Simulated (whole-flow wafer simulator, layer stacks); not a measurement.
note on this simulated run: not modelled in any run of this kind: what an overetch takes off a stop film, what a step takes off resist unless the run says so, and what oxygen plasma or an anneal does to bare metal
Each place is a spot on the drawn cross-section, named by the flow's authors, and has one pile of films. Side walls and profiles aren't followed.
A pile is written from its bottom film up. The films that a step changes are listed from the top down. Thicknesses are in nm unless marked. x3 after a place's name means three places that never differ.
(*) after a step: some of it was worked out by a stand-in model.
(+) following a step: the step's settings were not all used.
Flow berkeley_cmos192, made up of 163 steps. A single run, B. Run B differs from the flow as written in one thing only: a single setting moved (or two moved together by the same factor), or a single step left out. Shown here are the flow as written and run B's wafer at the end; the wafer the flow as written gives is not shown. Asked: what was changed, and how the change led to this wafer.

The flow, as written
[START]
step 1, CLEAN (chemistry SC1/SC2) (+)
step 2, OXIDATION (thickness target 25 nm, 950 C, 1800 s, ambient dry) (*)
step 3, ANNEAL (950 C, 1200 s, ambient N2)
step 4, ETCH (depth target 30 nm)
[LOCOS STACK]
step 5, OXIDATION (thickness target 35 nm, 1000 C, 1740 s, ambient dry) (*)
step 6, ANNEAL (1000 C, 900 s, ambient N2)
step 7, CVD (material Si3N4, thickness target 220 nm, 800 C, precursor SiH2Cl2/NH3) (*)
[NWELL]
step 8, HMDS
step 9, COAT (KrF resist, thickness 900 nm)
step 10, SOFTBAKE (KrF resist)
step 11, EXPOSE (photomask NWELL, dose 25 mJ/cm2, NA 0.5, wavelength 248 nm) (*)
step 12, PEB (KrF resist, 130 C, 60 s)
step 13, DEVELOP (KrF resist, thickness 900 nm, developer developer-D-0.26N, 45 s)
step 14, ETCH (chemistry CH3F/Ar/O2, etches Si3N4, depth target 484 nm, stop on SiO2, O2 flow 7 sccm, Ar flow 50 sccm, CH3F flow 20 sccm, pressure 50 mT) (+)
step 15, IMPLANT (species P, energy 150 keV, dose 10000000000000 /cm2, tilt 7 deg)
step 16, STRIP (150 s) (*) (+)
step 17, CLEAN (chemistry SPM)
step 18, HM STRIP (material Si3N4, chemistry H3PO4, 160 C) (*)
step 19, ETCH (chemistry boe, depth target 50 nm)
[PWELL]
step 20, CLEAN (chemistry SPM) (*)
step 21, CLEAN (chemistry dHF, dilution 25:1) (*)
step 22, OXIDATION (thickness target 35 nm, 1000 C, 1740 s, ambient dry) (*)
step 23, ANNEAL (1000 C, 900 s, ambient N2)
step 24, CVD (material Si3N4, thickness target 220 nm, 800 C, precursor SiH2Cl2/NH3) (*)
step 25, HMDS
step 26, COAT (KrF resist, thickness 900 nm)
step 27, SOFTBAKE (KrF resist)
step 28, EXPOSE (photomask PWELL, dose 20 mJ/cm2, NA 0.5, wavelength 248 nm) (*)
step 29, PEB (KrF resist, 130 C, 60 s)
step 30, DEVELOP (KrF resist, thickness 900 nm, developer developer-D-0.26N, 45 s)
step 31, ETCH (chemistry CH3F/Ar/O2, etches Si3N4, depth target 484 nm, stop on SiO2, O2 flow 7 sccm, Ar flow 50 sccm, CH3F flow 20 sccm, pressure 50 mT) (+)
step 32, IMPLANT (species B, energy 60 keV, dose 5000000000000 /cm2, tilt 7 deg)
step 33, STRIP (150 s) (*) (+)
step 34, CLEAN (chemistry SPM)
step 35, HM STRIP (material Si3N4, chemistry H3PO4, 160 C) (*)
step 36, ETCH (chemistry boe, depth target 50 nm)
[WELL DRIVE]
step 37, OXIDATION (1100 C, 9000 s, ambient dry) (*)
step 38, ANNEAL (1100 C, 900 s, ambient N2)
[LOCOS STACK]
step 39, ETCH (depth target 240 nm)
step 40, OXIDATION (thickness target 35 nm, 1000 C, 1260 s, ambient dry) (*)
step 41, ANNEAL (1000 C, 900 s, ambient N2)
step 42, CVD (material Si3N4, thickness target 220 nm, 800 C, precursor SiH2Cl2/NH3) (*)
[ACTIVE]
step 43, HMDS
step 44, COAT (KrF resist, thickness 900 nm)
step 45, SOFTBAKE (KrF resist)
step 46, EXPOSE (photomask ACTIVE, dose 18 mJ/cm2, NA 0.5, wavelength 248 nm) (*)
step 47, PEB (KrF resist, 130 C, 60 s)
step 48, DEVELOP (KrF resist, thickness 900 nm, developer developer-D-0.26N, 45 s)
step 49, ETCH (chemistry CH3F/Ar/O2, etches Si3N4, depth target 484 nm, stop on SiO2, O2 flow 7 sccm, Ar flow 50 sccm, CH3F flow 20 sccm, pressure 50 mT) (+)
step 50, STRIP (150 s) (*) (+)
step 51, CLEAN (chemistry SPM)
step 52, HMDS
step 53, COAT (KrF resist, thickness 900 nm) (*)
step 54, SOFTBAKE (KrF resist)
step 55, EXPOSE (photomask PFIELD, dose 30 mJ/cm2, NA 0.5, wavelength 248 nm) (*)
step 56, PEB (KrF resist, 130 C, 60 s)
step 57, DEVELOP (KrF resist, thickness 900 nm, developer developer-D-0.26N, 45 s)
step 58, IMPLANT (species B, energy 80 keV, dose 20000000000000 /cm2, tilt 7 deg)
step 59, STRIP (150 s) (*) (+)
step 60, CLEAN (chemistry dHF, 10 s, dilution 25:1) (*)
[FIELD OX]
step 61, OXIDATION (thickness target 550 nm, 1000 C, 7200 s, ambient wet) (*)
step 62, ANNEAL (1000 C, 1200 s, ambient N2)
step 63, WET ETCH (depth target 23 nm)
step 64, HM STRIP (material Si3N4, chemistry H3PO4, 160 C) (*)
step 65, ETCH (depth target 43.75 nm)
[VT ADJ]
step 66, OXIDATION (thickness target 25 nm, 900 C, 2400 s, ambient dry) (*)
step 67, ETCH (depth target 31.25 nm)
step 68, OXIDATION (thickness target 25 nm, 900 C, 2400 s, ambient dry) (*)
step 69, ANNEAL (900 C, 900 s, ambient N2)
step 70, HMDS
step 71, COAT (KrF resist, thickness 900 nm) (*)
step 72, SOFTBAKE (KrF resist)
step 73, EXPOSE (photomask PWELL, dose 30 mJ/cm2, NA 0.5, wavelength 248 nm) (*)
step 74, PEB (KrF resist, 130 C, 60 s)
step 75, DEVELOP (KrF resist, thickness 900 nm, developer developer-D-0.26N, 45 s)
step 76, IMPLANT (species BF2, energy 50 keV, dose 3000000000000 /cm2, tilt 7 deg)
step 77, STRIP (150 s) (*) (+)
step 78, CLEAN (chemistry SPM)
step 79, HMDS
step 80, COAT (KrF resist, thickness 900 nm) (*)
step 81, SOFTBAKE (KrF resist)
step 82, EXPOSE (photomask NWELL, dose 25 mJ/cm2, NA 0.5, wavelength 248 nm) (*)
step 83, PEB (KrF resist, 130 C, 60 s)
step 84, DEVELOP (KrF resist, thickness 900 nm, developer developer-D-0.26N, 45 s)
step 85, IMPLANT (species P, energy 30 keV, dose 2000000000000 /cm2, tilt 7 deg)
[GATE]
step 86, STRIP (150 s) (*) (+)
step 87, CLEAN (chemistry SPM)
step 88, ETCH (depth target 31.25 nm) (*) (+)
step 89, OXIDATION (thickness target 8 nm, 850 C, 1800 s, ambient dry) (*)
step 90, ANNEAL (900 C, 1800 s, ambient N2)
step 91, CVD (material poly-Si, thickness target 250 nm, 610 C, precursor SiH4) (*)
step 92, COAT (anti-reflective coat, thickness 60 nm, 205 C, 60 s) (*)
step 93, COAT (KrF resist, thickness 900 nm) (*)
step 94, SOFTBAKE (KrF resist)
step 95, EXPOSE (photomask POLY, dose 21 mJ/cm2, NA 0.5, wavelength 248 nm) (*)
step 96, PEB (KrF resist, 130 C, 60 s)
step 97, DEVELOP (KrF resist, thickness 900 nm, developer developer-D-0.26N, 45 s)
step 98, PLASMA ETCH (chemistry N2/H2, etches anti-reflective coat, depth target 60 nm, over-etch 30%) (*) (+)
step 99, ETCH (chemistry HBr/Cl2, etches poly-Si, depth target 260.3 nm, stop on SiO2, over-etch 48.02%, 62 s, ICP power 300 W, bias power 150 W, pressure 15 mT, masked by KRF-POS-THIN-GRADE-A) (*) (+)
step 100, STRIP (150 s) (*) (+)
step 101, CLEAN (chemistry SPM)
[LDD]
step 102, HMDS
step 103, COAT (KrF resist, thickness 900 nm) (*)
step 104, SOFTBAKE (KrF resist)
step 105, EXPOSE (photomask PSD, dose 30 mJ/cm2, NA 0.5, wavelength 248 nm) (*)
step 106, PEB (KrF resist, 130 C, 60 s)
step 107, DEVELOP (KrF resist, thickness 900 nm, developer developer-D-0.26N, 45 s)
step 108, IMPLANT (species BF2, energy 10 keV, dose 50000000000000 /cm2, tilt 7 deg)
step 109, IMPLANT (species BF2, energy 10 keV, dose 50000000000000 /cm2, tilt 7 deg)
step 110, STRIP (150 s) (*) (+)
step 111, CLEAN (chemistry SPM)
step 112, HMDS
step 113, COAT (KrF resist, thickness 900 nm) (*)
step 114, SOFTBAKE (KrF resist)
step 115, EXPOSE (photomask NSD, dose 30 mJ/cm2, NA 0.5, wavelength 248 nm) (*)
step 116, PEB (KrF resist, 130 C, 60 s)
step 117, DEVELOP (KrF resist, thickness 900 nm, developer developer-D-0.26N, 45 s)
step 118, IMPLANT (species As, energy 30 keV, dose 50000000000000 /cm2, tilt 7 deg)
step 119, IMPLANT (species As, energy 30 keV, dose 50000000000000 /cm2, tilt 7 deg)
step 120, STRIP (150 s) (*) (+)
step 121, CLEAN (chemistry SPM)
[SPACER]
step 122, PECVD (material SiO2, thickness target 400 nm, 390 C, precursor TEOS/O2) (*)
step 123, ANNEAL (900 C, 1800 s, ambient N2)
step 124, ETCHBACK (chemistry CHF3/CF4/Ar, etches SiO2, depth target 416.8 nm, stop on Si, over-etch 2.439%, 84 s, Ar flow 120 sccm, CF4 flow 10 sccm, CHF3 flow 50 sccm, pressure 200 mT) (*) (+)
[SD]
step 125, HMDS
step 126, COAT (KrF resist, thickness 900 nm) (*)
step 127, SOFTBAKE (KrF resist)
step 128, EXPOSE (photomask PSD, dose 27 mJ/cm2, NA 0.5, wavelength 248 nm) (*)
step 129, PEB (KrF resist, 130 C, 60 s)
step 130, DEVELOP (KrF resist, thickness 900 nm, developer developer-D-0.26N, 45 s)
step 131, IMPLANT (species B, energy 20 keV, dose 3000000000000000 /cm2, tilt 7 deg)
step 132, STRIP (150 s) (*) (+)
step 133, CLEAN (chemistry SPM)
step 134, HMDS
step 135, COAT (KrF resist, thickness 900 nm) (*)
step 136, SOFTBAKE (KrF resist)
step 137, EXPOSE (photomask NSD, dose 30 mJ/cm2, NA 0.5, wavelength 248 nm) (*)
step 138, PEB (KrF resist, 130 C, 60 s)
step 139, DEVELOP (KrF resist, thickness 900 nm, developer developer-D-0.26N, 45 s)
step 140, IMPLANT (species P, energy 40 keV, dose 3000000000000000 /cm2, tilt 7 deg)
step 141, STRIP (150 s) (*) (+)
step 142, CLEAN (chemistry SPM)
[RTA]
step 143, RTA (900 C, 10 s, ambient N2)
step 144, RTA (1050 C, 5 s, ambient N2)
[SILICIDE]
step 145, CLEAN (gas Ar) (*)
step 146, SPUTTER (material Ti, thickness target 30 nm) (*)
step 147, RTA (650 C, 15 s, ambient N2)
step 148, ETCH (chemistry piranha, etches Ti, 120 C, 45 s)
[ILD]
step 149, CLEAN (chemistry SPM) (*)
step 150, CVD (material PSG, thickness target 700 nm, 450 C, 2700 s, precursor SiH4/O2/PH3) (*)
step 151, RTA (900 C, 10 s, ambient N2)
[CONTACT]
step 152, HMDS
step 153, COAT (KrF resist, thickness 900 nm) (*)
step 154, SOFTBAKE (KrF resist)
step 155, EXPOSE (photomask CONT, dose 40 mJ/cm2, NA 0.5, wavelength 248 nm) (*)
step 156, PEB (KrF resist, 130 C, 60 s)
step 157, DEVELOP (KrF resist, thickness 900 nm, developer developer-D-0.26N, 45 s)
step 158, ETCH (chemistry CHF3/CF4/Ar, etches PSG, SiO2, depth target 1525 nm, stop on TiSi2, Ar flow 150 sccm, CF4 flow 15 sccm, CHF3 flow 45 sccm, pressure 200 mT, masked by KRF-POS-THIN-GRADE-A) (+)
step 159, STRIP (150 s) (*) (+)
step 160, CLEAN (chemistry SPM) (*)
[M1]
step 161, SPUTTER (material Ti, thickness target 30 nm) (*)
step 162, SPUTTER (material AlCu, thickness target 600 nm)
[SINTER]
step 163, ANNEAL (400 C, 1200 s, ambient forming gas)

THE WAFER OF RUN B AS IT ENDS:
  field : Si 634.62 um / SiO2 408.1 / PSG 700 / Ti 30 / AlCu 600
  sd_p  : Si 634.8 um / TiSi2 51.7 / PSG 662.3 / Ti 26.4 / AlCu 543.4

The reason: step 65, ETCH: depth target 30.62 nm was run, though the flow has depth target 43.75 nm.

Step by step, how the change led to this:
  step 65, ETCH (depth target 43.75 nm)
      field: SiO2 loses 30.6 (in the flow as written it would be: SiO2 loses 43.8)
  step 92, COAT (anti-reflective coat, thickness 60 nm, 205 C, 60 s) (*)
      sd_n: anti-reflective coat gains 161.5 (new film) (in the flow as written it would be: anti-reflective coat gains 152.4 (new film))
      spacer_n: anti-reflective coat gains 30.6 (new film) (in the flow as written it would be: anti-reflective coat gains 33.8 (new film))
      (as well as at 6 more places)
  step 98, PLASMA ETCH (chemistry N2/H2, etches anti-reflective coat, depth target 60 nm, over-etch 30%) (*) (+)
      sd_n: anti-reflective coat loses 161.5 (all of it), poly-Si loses 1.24 (in the flow as written it would be: anti-reflective coat loses 152.4 (all of it), poly-Si loses 1.17)
      spacer_n: anti-reflective coat loses 30.6 (all of it), poly-Si loses 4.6 (in the flow as written it would be: anti-reflective coat loses 33.8 (all of it), poly-Si loses 4.21)
      (as well as at 4 more places)
  step 100, STRIP (150 s) (*) (+)
      gate: chemical SiO2 gains 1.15 (new film), KrF resist loses 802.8 (all of it), anti-reflective coat loses 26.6 (all of it), poly-Si loses 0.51 (in the flow as written it would be: chemical SiO2 gains 1.15 (new film), KrF resist loses 791.8 (all of it), anti-reflective coat loses 30 (all of it), poly-Si loses 0.51)
      gate_p: chemical SiO2 gains 1.15 (new film), KrF resist loses 772.3 (all of it), anti-reflective coat loses 28.6 (all of it), poly-Si loses 0.51 (in the flow as written it would be: chemical SiO2 gains 1.15 (new film), KrF resist loses 765.1 (all of it), anti-reflective coat loses 31 (all of it), poly-Si loses 0.51)
  step 147, RTA (650 C, 15 s, ambient N2)
      sd_p: Ti loses 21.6, TiSi first gains 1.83 (new film), TiSi2 C49 gains 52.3 (new film), Si loses 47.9 (in the flow as written it would be: Ti loses 21.9, TiSi first gains 2.35 (new film), TiSi2 C49 gains 52.1 (new film), Si loses 48.1)
  step 151, RTA (900 C, 10 s, ambient N2)
      sd_p: under 1 film: TiSi2 gains 51.7 (new film), TiSi first loses 1.72 (all of it), TiSi2 C49 loses 52.3 (all of it), Si loses 1.15 (in the flow as written it would be: under 1 film: TiSi2 gains 52.2 (new film), TiSi first loses 2.25 (all of it), TiSi2 C49 loses 52.1 (all of it), Si loses 1.5)
